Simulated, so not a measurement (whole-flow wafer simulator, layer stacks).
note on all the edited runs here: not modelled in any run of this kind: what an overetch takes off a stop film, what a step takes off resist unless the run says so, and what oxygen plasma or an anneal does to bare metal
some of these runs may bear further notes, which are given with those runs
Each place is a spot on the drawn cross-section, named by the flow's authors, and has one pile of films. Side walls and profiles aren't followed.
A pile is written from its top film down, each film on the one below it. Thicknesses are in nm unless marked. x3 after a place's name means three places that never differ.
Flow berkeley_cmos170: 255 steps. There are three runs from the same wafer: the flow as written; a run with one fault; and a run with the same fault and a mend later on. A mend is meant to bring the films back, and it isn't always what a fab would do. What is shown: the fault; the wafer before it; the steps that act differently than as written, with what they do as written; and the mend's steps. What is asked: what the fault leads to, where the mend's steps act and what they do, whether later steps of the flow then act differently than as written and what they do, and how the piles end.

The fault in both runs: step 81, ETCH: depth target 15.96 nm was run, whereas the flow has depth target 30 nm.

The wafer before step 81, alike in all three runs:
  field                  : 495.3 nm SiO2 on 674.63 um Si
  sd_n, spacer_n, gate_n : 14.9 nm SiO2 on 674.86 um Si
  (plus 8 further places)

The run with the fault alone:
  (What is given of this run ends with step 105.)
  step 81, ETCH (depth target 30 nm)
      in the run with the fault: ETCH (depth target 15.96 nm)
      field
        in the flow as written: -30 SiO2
        in the run with the fault: -16 SiO2
  Later steps of the flow up to step 105 that are run all act as written at every place that is followed, up to a difference of at most 2% or 0.5 nm, whichever is larger.
  After step 105, at field, the piles differ from the flow's by more than 2% or 0.5 nm, whichever is larger.
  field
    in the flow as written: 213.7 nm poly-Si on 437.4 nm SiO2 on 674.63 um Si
    in the run with the fault: 213.7 nm poly-Si on 451.4 nm SiO2 on 674.63 um Si

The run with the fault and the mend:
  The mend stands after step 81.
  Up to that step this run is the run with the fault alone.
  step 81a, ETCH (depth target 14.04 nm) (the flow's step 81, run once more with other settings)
      field
        -14 SiO2
  Later steps of the flow that are run all act as written at every place that is followed.
  The piles end the same as the flow's at every place that both follow.
